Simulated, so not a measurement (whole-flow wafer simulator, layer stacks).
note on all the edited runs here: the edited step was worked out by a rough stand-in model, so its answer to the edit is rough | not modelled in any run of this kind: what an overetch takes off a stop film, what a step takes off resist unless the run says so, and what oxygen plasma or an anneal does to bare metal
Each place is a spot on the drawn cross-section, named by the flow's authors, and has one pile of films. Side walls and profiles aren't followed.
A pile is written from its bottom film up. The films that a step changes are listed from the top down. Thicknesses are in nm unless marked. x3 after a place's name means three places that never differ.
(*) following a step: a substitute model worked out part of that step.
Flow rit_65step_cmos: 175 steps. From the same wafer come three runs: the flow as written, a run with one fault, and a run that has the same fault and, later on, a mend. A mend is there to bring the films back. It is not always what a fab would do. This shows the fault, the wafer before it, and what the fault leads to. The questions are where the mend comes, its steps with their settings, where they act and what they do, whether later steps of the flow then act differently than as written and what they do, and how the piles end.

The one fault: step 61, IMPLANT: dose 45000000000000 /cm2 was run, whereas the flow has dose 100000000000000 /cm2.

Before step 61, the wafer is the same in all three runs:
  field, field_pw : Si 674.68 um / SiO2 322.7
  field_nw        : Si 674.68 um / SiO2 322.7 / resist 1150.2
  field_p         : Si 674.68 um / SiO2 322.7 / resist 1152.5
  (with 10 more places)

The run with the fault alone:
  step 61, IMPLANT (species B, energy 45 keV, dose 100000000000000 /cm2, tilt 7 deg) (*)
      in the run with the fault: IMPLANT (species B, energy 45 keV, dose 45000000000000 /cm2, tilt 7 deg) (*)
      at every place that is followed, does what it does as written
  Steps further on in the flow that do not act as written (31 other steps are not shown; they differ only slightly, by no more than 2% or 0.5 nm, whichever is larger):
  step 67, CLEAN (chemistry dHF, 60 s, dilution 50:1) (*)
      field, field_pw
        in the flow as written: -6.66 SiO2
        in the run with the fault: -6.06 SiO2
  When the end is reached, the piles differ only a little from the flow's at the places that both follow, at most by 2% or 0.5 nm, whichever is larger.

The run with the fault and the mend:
  The mend follows step 61.
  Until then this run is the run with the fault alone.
  step 61a, IMPLANT (species B, energy 45 keV, dose 55000000000000 /cm2, tilt 7 deg) (*) (a further turn of the flow's step 61, with different settings)
      leaves every film unchanged at each place that is followed
  Every later step of the flow that is run acts as written at every place that is followed.
  At every place that both follow, the piles at the end match the flow's.
